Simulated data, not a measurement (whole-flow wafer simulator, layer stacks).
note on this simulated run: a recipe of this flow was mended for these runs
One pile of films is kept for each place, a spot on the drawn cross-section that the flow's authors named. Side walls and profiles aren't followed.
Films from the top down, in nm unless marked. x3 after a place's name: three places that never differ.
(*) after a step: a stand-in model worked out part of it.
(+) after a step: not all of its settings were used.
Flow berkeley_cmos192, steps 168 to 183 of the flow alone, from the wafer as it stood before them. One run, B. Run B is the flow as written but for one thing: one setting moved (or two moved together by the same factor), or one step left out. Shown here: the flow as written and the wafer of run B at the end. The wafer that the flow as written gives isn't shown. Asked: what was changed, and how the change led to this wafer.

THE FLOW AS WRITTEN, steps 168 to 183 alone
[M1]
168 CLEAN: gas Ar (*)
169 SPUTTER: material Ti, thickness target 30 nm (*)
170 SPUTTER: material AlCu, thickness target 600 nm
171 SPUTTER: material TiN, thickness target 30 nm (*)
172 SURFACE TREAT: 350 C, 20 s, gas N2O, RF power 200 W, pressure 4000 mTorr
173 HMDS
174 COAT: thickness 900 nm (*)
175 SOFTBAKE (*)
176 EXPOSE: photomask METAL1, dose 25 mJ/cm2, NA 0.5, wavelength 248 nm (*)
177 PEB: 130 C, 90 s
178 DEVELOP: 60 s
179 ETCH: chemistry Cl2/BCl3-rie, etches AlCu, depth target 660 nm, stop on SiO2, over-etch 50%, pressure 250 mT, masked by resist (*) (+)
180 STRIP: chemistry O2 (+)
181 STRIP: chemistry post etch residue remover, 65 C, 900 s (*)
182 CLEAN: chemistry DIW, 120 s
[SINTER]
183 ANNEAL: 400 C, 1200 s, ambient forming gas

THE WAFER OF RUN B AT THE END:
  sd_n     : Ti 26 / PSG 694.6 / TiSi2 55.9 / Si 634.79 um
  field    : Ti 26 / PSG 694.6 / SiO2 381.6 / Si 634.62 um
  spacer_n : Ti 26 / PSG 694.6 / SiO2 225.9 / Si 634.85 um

The cause: step 170, SPUTTER: thickness target 956 nm was run, where the flow has thickness target 600 nm.

How the change led to this, step by step:
  170 SPUTTER: material AlCu, thickness target 600 nm
      field, sd_n, spacer_n, gate, spacer_p, gate_p, m1: AlCu +956 (new film) (as written it would be: AlCu +600 (new film))
      sd_p: AlCu +906.3 (new film) (as written it would be: AlCu +557.4 (new film))
      (and at 1 more place)
  171 SPUTTER: material TiN, thickness target 30 nm (*)
      contact: TiN +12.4 (new film) (as written it would be: TiN +16 (new film))
  174 COAT: thickness 900 nm (*)
      contact: KrF-resist +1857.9 (new film) (as written it would be: KrF-resist +1717.4 (new film))
  179 ETCH: chemistry Cl2/BCl3-rie, etches AlCu, depth target 660 nm, stop on SiO2, over-etch 50%, pressure 250 mT, masked by resist (*) (+)
      field, sd_n, spacer_n, gate, spacer_p, gate_p: TiN -30 (all of it), AlCu -956 (all of it), Ti -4 (as written it would be: TiN -30 (all of it), AlCu -600 (all of it), Ti -30 (all of it), PSG -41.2)
      sd_p: TiN -26.1 (all of it), AlCu -906.3 (all of it), Ti -26.8 (all of it), PSG -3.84 (as written it would be: TiN -26.2 (all of it), AlCu -557.4 (all of it), Ti -26.8 (all of it), PSG -47.4)
  180 STRIP: chemistry O2 (+)
      contact: KrF-resist -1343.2 (all of it) (as written it would be: KrF-resist -1203.2 (all of it))
Counting metal films that touch as one body, sd_n has 1 body; the flow as written gives 0 bodies.
Counting metal films that touch as one body, field has 1 body; the flow as written gives 0 bodies.
Counting metal films that touch as one body, spacer_n has 1 body; the flow as written gives 0 bodies.
